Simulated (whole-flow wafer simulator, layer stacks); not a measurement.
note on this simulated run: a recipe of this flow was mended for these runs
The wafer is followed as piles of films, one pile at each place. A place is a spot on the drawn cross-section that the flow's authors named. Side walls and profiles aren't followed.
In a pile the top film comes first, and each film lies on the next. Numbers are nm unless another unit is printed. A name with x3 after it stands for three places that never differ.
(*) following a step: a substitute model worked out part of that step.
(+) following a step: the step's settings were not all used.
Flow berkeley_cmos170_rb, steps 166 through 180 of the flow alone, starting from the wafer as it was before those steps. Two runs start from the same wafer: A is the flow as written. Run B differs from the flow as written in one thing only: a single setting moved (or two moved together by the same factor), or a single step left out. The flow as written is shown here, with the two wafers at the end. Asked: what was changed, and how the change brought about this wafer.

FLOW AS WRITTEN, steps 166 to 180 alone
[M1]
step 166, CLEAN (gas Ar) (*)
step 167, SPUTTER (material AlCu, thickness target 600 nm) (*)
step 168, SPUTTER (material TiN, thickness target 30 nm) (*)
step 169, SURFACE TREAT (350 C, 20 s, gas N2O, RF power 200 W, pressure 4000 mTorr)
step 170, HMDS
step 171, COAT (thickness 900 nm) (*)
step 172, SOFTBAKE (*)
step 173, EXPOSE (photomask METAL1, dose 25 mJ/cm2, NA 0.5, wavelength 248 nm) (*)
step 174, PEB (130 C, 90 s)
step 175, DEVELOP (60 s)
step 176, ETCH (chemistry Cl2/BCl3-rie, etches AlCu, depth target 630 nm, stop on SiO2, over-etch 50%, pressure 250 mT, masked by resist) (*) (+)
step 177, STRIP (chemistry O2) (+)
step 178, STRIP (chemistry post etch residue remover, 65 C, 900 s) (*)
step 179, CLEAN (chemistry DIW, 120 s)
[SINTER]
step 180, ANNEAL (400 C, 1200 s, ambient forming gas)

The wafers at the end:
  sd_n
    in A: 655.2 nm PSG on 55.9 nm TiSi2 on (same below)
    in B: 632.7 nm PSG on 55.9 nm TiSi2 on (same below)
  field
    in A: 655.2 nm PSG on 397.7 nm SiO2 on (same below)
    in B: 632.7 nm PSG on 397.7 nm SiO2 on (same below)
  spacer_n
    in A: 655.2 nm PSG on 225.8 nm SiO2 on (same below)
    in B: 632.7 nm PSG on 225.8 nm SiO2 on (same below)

Cause: step 167, SPUTTER: thickness target 420 nm was run, whereas the flow has thickness target 600 nm.

How this came from the change, step by step:
  step 167, SPUTTER (material AlCu, thickness target 600 nm) (*)
      field, sd_n, spacer_n, gate, spacer_p, gate_p, m1: A +600 AlCu (new film) | B +420 AlCu (new film)
      sd_p: A +549.6 AlCu (new film) | B +378.8 AlCu (new film)
      (and at 1 other place as well)
  step 168, SPUTTER (material TiN, thickness target 30 nm) (*)
      contact: A +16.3 TiN (new film) | B +17.9 TiN (new film)
  step 171, COAT (thickness 900 nm) (*)
      contact: A +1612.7 KrF-resist (new film) | B +1554.5 KrF-resist (new film)
  step 176, ETCH (chemistry Cl2/BCl3-rie, etches AlCu, depth target 630 nm, stop on SiO2, over-etch 50%, pressure 250 mT, masked by resist) (*) (+)
      field, sd_n, spacer_n, gate, spacer_p, gate_p: A -30 TiN (all of it), -600 AlCu (all of it), -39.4 PSG | B -30 TiN (all of it), -420 AlCu (all of it), -61.9 PSG
      sd_p: A -25.8 TiN (all of it), -549.6 AlCu (all of it), -46.2 PSG | B -26 TiN (all of it), -378.8 AlCu (all of it), -67.5 PSG
  step 177, STRIP (chemistry O2) (+)
      contact: A -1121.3 KrF-resist (all of it) | B -1063.2 KrF-resist (all of it)
